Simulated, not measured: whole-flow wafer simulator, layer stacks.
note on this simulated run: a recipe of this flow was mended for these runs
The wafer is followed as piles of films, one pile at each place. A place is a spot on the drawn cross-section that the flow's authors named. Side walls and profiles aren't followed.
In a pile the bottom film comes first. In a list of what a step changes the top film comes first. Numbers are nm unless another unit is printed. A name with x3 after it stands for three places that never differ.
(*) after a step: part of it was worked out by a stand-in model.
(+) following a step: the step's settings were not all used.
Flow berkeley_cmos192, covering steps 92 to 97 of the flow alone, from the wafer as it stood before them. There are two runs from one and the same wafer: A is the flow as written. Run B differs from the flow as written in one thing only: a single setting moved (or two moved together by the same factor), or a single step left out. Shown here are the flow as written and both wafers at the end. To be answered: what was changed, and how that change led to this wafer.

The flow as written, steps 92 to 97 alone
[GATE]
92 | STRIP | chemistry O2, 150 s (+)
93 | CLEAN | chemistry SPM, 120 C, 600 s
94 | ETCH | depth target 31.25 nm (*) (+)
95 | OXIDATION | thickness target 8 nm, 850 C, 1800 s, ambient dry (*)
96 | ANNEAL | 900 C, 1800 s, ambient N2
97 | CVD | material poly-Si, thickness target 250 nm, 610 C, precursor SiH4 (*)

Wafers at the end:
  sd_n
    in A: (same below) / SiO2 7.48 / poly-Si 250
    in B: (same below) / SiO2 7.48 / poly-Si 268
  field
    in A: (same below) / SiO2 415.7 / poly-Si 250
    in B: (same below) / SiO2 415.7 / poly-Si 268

Cause: step 97, CVD: thickness target 268 nm was run, though the flow has thickness target 250 nm.
The wafer lets one read it off: sd_n has poly-Si 268, and step 97 as written asks for 250 nm.

The path from the change to this, step by step:
  97 | CVD | material poly-Si, thickness target 250 nm, 610 C, precursor SiH4 (*)
      field, sd_n, spacer_n, gate, sd_p, spacer_p x2, contact, m1: A poly-Si gains 250 (new film) | B poly-Si gains 268 (new film)
